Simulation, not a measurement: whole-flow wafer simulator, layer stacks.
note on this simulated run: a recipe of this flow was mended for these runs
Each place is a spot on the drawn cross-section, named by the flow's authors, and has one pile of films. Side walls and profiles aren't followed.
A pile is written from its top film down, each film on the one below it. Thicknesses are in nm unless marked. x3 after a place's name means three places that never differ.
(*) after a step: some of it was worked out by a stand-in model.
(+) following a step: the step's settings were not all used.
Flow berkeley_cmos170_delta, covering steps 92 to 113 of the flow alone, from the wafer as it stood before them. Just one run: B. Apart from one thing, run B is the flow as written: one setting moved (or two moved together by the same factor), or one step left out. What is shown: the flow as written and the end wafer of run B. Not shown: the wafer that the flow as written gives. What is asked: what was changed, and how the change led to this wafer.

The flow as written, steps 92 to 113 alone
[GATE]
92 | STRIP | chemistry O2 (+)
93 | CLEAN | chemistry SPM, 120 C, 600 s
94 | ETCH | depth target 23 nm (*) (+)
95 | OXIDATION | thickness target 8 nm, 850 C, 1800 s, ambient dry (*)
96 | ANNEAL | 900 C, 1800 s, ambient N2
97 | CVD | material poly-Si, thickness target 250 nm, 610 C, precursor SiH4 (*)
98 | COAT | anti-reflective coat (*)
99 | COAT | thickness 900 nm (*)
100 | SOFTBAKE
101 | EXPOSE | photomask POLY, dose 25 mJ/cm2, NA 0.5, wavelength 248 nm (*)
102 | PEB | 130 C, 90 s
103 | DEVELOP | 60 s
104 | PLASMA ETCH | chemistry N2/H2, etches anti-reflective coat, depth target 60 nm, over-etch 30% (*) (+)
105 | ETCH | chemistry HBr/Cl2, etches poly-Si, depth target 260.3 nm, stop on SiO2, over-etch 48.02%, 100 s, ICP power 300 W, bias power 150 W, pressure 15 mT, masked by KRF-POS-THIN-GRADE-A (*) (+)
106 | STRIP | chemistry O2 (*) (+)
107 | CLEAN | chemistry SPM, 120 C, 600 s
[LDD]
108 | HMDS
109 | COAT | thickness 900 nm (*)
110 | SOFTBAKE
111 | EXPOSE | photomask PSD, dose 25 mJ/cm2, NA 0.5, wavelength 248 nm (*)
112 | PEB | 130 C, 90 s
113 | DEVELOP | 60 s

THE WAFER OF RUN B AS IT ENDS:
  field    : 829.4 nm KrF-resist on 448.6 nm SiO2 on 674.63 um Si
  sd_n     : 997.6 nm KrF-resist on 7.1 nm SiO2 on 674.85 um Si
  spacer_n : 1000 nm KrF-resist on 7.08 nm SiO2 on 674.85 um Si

What caused this: step 97, CVD: thickness target 310 nm was run, though the flow has thickness target 250 nm.

Step by step, how the change led to this:
  97 | CVD | material poly-Si, thickness target 250 nm, 610 C, precursor SiH4 (*)
      field, sd_n, spacer_n and 6 more: poly-Si gains 310 (new film) (it would be, as written: poly-Si gains 250 (new film))
  98 | COAT | anti-reflective coat (*)
      field: anti-reflective coat gains 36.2 (new film) (it would be, as written: anti-reflective coat gains 35.2 (new film))
      sd_n: anti-reflective coat gains 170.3 (new film) (it would be, as written: anti-reflective coat gains 166.5 (new film))
      (and at 1 other place as well)
  104 | PLASMA ETCH | chemistry N2/H2, etches anti-reflective coat, depth target 60 nm, over-etch 30% (*) (+)
      field: anti-reflective coat loses 36.2 (all of it), poly-Si loses 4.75 (it would be, as written: anti-reflective coat loses 35.2 (all of it), poly-Si loses 4.65)
      sd_n: anti-reflective coat loses 170.3 (all of it), poly-Si loses 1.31 (it would be, as written: anti-reflective coat loses 166.5 (all of it), poly-Si loses 1.28)
      (and at 1 other place as well)
  105 | ETCH | chemistry HBr/Cl2, etches poly-Si, depth target 260.3 nm, stop on SiO2, over-etch 48.02%, 100 s, ICP power 300 W, bias power 150 W, pressure 15 mT, masked by KRF-POS-THIN-GRADE-A (*) (+)
      field: poly-Si loses 305.3 (all of it), SiO2 loses 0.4 (it would be, as written: poly-Si loses 245.4 (all of it), SiO2 loses 1.77)
      sd_n: poly-Si loses 308.7 (all of it), SiO2 loses 0.38 (it would be, as written: poly-Si loses 248.7 (all of it), SiO2 loses 1.52)
      (and at 5 other places as well)
  109 | COAT | thickness 900 nm (*)
      gate: KrF-resist gains 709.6 (new film) (it would be, as written: KrF-resist gains 758.7 (new film))
      gate_p: KrF-resist gains 705.4 (new film) (it would be, as written: KrF-resist gains 754.5 (new film))
  113 | DEVELOP | 60 s
      gate_p: KrF-resist loses 703.9 (all of it) (it would be, as written: KrF-resist loses 752.9 (all of it))
